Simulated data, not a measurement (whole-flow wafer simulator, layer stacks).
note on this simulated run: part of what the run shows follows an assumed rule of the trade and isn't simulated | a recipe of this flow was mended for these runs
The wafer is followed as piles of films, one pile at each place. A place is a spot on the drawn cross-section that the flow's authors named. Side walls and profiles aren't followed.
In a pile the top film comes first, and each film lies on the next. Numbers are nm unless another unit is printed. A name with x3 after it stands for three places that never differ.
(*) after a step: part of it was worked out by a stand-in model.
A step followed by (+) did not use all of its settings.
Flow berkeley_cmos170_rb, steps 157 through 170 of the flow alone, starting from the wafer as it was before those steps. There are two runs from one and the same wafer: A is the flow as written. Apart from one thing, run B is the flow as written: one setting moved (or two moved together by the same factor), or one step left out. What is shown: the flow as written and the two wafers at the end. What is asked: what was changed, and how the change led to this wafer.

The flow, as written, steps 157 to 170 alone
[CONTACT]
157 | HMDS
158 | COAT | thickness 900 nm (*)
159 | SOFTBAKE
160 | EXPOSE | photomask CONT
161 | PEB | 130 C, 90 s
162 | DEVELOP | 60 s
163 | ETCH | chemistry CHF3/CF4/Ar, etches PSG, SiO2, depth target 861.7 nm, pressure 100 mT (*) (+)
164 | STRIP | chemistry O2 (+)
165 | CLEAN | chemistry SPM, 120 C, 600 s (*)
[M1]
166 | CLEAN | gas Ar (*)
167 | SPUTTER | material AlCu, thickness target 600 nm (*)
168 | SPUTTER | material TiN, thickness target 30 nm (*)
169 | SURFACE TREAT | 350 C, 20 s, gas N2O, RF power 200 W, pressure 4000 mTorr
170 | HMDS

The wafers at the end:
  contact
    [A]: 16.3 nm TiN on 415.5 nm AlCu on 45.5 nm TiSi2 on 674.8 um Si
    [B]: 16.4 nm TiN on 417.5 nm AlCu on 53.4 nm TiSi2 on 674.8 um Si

The reason: step 163, ETCH: depth target 703.1 nm was run, though the flow has depth target 861.7 nm.

The path from the change to this, step by step:
  163 | ETCH | chemistry CHF3/CF4/Ar, etches PSG, SiO2, depth target 861.7 nm, pressure 100 mT (*) (+)
      field, sd_n, spacer_n, gate, sd_p, spacer_p, gate_p, m1: A KrF-resist loses 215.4 | B KrF-resist loses 175.8
      contact: A PSG loses 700 (all of it), TiSi2 loses 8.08 | B PSG loses 700 (all of it), TiSi2 loses 0.15
  164 | STRIP | chemistry O2 (+)
      field: A KrF-resist loses 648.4 (all of it) | B KrF-resist loses 688 (all of it)
      sd_n: A KrF-resist loses 772.5 (all of it) | B KrF-resist loses 812.2 (all of it)
      (and at 6 other places as well)
